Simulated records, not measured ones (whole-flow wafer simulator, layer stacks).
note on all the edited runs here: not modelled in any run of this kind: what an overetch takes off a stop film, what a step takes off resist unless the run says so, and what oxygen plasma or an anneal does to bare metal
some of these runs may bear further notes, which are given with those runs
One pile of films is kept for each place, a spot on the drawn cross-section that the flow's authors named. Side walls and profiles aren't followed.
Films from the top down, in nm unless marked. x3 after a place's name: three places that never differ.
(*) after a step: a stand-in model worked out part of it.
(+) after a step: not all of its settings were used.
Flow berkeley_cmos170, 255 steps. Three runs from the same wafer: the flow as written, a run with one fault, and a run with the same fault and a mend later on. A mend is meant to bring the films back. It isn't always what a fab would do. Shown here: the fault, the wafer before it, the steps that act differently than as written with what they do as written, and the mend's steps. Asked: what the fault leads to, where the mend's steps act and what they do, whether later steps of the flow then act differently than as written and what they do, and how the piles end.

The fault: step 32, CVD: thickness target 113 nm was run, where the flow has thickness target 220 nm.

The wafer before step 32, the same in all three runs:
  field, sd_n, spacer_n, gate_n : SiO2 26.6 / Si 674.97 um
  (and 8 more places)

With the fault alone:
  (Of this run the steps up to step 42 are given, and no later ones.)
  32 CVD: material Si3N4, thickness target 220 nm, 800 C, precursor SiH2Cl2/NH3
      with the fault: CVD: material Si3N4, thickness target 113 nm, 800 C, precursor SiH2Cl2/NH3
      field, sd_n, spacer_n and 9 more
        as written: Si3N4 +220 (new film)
        with the fault: Si3N4 +113 (new film)
  Later steps of the flow that act differently than as written:
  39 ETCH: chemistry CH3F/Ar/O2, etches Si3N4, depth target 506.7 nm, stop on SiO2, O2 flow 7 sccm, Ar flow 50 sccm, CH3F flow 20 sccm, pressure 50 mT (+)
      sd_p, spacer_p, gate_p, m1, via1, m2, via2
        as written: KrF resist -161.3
        with the fault: KrF resist -90
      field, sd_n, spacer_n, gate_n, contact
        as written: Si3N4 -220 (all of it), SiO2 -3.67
        with the fault: Si3N4 -113 (all of it), SiO2 -3.67
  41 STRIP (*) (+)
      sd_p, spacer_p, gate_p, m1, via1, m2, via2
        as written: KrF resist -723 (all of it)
        with the fault: KrF resist -794.4 (all of it)
  After step 42 the piles differ from the flow's by more than 2% or 0.5 nm, whichever is larger, at sd_p, spacer_p, gate_p, m1, via1, m2, via2.
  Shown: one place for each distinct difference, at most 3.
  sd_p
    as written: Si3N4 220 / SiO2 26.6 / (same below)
    with the fault: Si3N4 113 / SiO2 26.6 / (same below)

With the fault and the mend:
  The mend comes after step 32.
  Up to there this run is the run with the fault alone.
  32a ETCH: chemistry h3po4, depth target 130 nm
      field, sd_n, spacer_n and 9 more
        Si3N4 -113 (all of it)
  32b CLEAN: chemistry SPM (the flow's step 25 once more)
      changes no film at any place that is followed
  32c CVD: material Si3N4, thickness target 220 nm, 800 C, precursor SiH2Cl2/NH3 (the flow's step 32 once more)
      field, sd_n, spacer_n and 9 more
        Si3N4 +220 (new film)
  No later step of the flow acts differently than as written at any place that is followed.
  At the end the piles are the same as the flow's at every place that both follow.
